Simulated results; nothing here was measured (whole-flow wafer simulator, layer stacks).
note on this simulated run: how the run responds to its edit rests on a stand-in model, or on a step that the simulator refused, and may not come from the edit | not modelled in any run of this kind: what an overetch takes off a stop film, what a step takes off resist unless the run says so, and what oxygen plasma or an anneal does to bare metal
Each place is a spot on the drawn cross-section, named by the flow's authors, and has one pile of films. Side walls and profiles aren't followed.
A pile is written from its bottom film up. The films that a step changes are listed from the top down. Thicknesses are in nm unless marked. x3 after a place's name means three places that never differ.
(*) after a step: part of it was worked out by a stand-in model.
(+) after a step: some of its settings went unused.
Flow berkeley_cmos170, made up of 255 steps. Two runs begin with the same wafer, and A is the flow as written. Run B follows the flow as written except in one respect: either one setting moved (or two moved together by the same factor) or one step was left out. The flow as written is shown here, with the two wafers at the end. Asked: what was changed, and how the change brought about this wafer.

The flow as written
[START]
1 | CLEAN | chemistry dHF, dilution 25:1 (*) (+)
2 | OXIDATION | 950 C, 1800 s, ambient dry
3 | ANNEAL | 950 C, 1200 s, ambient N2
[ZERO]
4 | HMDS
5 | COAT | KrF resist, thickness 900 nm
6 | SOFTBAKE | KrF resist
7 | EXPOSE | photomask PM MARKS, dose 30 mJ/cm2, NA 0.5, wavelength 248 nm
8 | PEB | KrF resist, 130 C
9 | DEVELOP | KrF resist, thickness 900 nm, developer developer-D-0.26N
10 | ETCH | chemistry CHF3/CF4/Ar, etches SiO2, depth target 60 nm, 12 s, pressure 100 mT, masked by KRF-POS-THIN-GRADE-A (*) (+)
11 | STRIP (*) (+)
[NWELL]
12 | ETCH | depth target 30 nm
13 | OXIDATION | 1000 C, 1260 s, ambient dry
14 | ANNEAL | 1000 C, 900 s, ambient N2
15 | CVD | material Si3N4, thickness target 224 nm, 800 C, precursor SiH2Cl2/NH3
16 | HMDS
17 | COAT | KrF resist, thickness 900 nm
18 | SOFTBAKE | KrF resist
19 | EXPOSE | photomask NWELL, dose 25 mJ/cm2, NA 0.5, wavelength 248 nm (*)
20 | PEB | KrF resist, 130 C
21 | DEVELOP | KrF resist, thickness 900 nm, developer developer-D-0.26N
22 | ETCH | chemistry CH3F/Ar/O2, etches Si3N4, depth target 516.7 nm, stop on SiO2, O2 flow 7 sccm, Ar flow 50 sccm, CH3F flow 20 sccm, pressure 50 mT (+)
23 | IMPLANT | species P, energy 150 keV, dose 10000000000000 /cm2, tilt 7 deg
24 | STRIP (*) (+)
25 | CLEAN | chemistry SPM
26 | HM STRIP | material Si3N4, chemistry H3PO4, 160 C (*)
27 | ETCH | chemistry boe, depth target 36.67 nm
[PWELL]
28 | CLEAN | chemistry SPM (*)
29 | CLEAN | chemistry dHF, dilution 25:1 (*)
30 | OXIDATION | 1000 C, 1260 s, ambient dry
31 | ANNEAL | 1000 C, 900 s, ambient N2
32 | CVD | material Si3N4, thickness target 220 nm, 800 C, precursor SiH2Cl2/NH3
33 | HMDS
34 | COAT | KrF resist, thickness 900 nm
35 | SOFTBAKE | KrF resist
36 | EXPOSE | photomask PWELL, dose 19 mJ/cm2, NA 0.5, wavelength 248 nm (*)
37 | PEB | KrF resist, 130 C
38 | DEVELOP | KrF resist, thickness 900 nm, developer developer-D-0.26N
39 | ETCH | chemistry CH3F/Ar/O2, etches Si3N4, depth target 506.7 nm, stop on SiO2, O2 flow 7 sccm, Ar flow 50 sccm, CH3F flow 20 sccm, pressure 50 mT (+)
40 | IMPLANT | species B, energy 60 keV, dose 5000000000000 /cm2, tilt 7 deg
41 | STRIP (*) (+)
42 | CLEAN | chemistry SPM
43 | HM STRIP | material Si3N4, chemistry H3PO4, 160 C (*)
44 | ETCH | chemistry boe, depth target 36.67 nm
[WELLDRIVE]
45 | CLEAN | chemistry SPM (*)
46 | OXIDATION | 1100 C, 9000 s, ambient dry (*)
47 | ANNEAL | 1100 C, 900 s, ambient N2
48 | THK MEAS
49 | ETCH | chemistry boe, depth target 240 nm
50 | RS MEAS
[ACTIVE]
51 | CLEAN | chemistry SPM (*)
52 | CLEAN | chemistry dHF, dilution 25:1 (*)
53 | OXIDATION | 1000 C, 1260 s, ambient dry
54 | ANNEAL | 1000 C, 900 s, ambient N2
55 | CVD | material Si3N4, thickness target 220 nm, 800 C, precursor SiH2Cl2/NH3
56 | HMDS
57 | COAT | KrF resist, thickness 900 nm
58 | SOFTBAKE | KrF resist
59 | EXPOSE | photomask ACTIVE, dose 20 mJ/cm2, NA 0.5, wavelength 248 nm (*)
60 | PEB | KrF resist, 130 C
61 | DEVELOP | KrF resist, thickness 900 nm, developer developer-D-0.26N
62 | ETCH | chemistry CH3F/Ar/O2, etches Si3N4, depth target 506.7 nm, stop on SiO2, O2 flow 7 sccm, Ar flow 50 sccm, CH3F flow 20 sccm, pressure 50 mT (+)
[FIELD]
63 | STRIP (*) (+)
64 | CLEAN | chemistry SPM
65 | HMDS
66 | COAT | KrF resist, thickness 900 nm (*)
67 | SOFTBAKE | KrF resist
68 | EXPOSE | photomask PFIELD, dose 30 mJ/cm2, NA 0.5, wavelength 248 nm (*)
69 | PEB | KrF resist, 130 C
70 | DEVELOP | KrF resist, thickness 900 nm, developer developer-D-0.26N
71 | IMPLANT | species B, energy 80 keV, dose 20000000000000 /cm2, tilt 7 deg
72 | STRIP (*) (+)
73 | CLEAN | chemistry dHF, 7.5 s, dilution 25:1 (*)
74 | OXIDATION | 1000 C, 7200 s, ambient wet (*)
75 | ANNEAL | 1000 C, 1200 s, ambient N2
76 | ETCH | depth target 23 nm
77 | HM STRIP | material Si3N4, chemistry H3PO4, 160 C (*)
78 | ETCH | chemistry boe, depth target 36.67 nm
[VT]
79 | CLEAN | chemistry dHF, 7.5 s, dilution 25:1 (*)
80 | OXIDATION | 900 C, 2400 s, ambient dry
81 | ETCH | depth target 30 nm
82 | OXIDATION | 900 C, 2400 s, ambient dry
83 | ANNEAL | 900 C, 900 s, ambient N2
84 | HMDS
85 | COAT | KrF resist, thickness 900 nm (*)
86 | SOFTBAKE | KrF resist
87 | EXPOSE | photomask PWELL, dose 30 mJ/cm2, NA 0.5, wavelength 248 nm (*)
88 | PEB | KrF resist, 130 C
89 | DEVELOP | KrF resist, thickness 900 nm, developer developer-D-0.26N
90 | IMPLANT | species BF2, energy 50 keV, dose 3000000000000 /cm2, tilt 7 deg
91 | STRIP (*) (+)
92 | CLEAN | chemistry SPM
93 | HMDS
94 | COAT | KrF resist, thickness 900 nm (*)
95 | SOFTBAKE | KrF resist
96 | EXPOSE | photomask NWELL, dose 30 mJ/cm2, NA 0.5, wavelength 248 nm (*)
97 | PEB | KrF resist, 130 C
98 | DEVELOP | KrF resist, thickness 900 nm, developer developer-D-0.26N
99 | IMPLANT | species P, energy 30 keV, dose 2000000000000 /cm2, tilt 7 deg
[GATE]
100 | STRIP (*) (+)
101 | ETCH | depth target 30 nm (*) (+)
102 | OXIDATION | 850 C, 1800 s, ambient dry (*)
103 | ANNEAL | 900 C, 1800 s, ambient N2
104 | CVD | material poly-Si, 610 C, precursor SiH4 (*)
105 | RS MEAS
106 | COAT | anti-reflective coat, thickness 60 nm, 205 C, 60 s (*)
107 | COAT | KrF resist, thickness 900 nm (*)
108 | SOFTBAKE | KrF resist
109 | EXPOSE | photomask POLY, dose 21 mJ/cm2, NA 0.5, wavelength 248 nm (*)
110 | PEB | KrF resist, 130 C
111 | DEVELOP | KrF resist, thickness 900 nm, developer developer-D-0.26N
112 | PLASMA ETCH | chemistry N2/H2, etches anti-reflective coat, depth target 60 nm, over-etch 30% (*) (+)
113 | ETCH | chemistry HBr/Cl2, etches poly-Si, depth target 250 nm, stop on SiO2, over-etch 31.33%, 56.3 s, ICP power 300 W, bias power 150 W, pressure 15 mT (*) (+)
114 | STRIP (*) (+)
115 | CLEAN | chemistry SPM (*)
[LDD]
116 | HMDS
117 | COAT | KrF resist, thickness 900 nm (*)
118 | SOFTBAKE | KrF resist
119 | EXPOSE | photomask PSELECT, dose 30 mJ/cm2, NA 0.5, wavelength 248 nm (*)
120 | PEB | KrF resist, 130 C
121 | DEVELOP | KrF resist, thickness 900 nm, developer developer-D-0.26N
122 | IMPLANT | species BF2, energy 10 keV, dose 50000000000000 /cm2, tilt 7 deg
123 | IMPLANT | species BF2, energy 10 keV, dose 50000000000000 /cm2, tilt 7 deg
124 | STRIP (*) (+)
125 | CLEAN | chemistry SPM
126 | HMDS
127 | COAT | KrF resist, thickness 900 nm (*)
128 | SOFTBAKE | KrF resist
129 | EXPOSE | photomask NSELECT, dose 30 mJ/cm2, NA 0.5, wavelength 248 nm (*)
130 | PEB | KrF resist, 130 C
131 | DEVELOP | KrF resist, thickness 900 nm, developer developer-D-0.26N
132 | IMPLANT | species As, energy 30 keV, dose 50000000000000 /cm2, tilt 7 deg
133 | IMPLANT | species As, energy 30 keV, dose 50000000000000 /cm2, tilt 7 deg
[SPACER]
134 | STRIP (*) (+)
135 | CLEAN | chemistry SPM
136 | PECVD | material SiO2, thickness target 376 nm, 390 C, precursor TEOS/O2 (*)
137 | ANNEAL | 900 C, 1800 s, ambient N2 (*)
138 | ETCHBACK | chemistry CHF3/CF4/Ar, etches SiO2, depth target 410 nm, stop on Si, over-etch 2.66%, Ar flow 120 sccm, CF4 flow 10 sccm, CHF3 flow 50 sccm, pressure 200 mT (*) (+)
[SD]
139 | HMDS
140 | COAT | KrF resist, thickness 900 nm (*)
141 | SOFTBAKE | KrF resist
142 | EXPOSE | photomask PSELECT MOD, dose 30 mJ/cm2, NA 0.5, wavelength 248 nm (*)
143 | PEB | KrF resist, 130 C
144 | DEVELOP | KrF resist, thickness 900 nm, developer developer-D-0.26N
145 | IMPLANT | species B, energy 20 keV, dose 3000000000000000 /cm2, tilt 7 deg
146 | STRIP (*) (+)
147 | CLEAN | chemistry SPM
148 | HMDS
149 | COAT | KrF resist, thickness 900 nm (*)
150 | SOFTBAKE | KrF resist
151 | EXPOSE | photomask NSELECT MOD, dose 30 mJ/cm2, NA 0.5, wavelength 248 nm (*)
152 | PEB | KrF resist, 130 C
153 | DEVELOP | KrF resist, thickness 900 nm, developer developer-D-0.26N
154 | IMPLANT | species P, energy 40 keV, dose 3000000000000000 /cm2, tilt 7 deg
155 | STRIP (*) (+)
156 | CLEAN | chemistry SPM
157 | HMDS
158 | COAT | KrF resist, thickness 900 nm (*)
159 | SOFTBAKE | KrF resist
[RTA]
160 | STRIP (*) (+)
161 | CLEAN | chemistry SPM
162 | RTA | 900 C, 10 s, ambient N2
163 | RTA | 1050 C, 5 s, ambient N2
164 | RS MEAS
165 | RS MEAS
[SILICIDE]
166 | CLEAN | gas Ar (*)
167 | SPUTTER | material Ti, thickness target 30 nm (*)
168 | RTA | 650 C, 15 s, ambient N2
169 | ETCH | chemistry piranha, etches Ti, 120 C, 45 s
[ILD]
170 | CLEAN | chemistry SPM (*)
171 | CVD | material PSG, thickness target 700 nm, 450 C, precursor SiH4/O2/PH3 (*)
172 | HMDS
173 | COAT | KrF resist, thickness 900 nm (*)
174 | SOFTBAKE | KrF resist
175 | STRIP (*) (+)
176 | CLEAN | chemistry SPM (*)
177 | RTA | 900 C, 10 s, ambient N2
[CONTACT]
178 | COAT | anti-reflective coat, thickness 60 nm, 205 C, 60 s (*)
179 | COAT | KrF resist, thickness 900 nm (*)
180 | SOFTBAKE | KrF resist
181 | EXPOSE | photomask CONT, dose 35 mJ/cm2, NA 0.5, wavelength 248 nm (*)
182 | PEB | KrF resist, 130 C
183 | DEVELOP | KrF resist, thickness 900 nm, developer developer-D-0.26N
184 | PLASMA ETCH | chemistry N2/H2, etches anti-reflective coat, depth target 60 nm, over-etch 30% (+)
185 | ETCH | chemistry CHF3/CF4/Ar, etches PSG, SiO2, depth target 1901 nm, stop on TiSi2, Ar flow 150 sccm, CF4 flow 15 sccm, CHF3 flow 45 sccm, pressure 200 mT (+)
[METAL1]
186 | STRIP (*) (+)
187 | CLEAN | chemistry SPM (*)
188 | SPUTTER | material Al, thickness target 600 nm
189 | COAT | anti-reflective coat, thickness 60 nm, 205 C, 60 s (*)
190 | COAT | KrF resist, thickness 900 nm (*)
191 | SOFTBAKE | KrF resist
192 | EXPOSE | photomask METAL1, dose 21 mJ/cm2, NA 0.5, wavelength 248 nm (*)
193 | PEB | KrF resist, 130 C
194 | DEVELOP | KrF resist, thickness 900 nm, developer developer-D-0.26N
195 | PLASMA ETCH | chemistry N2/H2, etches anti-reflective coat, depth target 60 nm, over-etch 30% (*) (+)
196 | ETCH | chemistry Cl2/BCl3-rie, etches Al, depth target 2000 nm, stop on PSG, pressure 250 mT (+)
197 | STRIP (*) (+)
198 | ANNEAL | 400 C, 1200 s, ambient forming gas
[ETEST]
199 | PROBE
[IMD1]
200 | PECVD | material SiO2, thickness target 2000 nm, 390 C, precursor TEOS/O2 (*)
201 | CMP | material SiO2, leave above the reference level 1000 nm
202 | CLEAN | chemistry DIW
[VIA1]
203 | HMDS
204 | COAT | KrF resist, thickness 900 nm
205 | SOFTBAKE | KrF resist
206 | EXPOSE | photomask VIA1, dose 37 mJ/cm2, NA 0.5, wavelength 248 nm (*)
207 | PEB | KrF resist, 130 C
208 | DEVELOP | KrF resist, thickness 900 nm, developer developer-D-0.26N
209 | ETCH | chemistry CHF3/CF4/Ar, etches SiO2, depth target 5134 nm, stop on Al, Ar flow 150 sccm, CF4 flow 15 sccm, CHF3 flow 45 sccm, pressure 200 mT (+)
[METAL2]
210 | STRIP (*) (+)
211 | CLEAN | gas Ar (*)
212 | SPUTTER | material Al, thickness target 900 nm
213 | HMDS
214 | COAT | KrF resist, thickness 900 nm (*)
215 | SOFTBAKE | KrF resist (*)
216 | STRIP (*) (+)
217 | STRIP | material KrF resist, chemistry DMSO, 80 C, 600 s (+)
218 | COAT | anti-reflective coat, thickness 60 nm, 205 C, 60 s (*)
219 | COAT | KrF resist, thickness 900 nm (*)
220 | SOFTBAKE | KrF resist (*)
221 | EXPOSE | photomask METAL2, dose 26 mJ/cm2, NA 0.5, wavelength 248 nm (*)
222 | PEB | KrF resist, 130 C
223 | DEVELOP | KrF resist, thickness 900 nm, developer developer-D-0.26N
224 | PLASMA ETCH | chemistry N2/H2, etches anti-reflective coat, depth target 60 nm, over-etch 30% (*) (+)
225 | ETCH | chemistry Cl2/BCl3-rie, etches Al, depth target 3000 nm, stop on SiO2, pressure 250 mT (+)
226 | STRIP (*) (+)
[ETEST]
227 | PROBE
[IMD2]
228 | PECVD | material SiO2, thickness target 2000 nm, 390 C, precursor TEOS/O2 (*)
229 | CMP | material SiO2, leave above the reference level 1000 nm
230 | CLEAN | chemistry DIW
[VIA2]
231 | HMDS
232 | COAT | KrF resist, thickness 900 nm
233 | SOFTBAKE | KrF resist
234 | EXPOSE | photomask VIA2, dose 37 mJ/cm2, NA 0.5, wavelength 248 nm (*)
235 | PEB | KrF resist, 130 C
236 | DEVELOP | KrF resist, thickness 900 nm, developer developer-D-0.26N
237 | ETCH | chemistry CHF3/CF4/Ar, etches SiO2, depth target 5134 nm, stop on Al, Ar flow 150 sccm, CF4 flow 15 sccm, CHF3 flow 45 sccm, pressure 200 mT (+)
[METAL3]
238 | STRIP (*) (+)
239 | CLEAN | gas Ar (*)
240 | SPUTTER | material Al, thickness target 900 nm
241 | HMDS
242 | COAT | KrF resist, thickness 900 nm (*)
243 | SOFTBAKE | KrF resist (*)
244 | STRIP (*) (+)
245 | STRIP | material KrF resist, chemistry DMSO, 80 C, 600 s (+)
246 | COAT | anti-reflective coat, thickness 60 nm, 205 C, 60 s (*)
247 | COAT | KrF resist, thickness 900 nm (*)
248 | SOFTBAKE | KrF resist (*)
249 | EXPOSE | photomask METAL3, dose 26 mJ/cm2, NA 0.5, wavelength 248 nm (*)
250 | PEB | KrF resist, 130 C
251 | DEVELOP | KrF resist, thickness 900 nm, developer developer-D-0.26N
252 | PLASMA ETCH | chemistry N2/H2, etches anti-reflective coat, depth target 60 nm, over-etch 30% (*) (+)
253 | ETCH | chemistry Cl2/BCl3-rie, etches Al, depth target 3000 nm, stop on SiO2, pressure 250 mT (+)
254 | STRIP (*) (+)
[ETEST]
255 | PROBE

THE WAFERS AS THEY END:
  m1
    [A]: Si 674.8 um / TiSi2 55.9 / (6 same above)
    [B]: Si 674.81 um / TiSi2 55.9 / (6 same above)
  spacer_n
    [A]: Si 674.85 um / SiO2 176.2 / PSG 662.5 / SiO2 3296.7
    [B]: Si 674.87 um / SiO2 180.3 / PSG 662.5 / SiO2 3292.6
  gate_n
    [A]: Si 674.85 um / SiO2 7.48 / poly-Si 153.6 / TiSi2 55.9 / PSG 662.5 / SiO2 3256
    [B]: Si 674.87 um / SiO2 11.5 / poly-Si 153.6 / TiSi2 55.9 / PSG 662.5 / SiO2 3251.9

Cause: step 49, ETCH: depth target 120 nm was run, while the flow as written has depth target 240 nm.

The path from the change to this, step by step:
  49 | ETCH | chemistry boe, depth target 240 nm
      field, sd_n, spacer_n and 9 more: A -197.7 SiO2 (all of it) | B -120 SiO2
  51 | CLEAN | chemistry SPM (*)
      field, sd_n, spacer_n and 9 more: A +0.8 chemical SiO2 (new film), -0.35 Si | B nothing
  52 | CLEAN | chemistry dHF, dilution 25:1 (*)
      field, sd_n, spacer_n and 9 more: A -0.8 chemical SiO2 (all of it) | B nothing
  53 | OXIDATION | 1000 C, 1260 s, ambient dry
      field, sd_n, spacer_n and 9 more: A +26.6 SiO2 (new film), -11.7 Si | B +12.9 SiO2, -5.68 Si
  74 | OXIDATION | 1000 C, 7200 s, ambient wet (*)
      spacer_p: A +12.1 SiO2 (new film), -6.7 Si3N4 | B +12.1 SiO2 (new film), -6.7 Si3N4, +0.1 SiO2
      contact: A +12.1 SiO2 (new film), -6.7 Si3N4 | B +12.1 SiO2 (new film), -6.7 Si3N4, +0.19 SiO2, -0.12 Si
      (as well as at 3 more places)
  78 | ETCH | chemistry boe, depth target 36.67 nm
      sd_n, spacer_n, gate_n and 8 more: A -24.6 SiO2 (all of it) | B -36.7 SiO2
  79 | CLEAN | chemistry dHF, 7.5 s, dilution 25:1 (*)
      sd_n, spacer_n, gate_n and 8 more: A nothing | B -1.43 SiO2
  80 | OXIDATION | 900 C, 2400 s, ambient dry
      spacer_n, gate_n, spacer_p and 6 more: A +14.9 SiO2 (new film), -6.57 Si | B +8.16 SiO2, -3.59 Si
      sd_n, sd_p: A +14.9 SiO2 (new film), -6.57 Si | B +7.58 SiO2, -3.34 Si
  81 | ETCH | depth target 30 nm
      sd_n, spacer_n, gate_n and 8 more: A -14.9 SiO2 (all of it) | B -30 SiO2
  82 | OXIDATION | 900 C, 2400 s, ambient dry
      spacer_n, gate_n, spacer_p, gate_p, m1, via1, m2, via2: A +14.9 SiO2 (new film), -6.57 Si | B +7.97 SiO2, -3.51 Si
      sd_n, sd_p: A +14.9 SiO2 (new film), -6.57 Si | B +7.38 SiO2, -3.25 Si
      (as well as at 1 more place)
  101 | ETCH | depth target 30 nm (*) (+)
      sd_n, spacer_n, gate_n and 8 more: A -14.9 SiO2 (all of it) | B -30 SiO2
  102 | OXIDATION | 850 C, 1800 s, ambient dry (*)
      gate_n, gate_p, m1, via1, m2, via2: A +7.48 SiO2 (new film), -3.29 Si | B +4.86 SiO2, -2.14 Si
      sd_n, sd_p: A +7.48 SiO2 (new film), -3.29 Si | B +3.74 SiO2, -1.64 Si
      (as well as at 3 more places)
  106 | COAT | anti-reflective coat, thickness 60 nm, 205 C, 60 s (*)
      sd_n: A +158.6 anti-reflective coat (new film) | B +176.9 anti-reflective coat (new film)
      spacer_n: A +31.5 anti-reflective coat (new film) | B +29.8 anti-reflective coat (new film)
      (as well as at 7 more places)
  107 | COAT | KrF resist, thickness 900 nm (*)
      spacer_n: A +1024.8 KrF resist (new film) | B +1046.3 KrF resist (new film)
      gate_n: A +1027.4 KrF resist (new film) | B +1049.2 KrF resist (new film)
  111 | DEVELOP | KrF resist, thickness 900 nm, developer developer-D-0.26N
      spacer_n: A -1023.1 KrF resist (all of it) | B -1044.5 KrF resist (all of it)
  112 | PLASMA ETCH | chemistry N2/H2, etches anti-reflective coat, depth target 60 nm, over-etch 30% (*) (+)
      field: A -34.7 anti-reflective coat (all of it), -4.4 poly-Si | B -35.1 anti-reflective coat (all of it), -5 poly-Si
      sd_n: A -158.6 anti-reflective coat (all of it), -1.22 poly-Si | B -176.9 anti-reflective coat (all of it), -1.36 poly-Si
      (as well as at 8 more places)
  ... 19 other steps ...
  201 | CMP | material SiO2, leave above the reference level 1000 nm
      field: A -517 SiO2 | B -550.7 SiO2
      sd_p: A -335.3 SiO2 | B -328.4 SiO2
